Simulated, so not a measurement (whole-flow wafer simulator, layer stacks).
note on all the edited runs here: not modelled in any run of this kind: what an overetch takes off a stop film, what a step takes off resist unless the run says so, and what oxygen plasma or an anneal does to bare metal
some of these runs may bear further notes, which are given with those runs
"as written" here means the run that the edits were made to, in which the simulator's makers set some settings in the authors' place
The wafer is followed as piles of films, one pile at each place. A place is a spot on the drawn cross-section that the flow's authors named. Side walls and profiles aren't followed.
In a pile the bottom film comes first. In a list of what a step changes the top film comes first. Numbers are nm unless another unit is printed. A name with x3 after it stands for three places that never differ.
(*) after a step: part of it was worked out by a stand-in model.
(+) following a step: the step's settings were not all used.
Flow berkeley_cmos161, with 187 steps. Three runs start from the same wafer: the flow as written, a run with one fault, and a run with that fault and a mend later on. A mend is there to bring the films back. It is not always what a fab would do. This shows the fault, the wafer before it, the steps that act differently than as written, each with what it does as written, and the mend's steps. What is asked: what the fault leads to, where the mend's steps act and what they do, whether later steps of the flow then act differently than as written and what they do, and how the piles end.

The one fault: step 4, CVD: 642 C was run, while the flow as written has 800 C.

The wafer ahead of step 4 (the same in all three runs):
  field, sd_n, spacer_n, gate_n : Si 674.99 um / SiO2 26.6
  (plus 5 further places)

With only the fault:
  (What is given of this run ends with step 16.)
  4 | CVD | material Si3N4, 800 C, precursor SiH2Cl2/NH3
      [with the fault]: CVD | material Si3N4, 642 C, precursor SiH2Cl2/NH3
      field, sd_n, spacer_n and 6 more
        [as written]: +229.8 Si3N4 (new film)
        [with the fault]: +12 Si3N4 (new film)
  Steps later in the flow that act otherwise than as written (1 more step, not shown, differs only slightly: by at most 2% or 0.5 nm, whichever is larger):
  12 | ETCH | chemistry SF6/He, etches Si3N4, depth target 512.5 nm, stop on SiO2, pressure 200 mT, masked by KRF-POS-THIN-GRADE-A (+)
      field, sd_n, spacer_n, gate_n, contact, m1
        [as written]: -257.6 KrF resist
        [with the fault]: -20.9 KrF resist
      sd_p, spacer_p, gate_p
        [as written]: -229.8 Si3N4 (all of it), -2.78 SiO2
        [with the fault]: -12 Si3N4 (all of it), -2.78 SiO2
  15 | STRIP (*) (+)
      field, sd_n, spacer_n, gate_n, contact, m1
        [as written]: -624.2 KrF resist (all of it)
        [with the fault]: -860.6 KrF resist (all of it)
  After step 16, at field, sd_n, spacer_n, gate_n, contact, m1, the piles differ from the flow's by more than 2% or 0.5 nm, whichever is larger.
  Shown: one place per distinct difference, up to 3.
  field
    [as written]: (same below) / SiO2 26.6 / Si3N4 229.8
    [with the fault]: (same below) / SiO2 26.6 / Si3N4 12

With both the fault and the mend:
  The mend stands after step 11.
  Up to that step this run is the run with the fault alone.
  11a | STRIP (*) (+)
      field, sd_n, spacer_n, gate_n, contact, m1
        -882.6 KrF resist (all of it)
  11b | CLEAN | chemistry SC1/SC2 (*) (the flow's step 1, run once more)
      alters no film at any place that is followed
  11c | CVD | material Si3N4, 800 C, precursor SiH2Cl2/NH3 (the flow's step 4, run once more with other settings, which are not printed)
      field, sd_n, spacer_n and 6 more
        +217.8 Si3N4
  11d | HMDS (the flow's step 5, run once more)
      alters no film at any place that is followed
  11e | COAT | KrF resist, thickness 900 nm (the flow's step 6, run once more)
      field, sd_n, spacer_n and 6 more
        +900 KrF resist (new film)
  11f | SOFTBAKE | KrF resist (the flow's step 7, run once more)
      alters no film at any place that is followed
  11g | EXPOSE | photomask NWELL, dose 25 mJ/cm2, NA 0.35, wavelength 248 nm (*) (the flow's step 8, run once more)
      alters no film at any place that is followed
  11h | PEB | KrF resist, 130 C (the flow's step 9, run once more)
      field, sd_n, spacer_n and 6 more
        -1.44 KrF resist
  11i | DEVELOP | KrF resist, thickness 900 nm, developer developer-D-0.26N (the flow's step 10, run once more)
      field, sd_n, spacer_n, gate_n, contact, m1
        -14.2 KrF resist
      sd_p, spacer_p, gate_p
        -898.6 KrF resist (all of it)
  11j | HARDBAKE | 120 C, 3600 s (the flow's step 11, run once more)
      field, sd_n, spacer_n, gate_n, contact, m1
        -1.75 KrF resist
  Every later step of the flow that is run acts as written, at every place that is followed, to within 2% or 0.5 nm, whichever is larger.
  At every place that both follow, the piles at the end match the flow's.
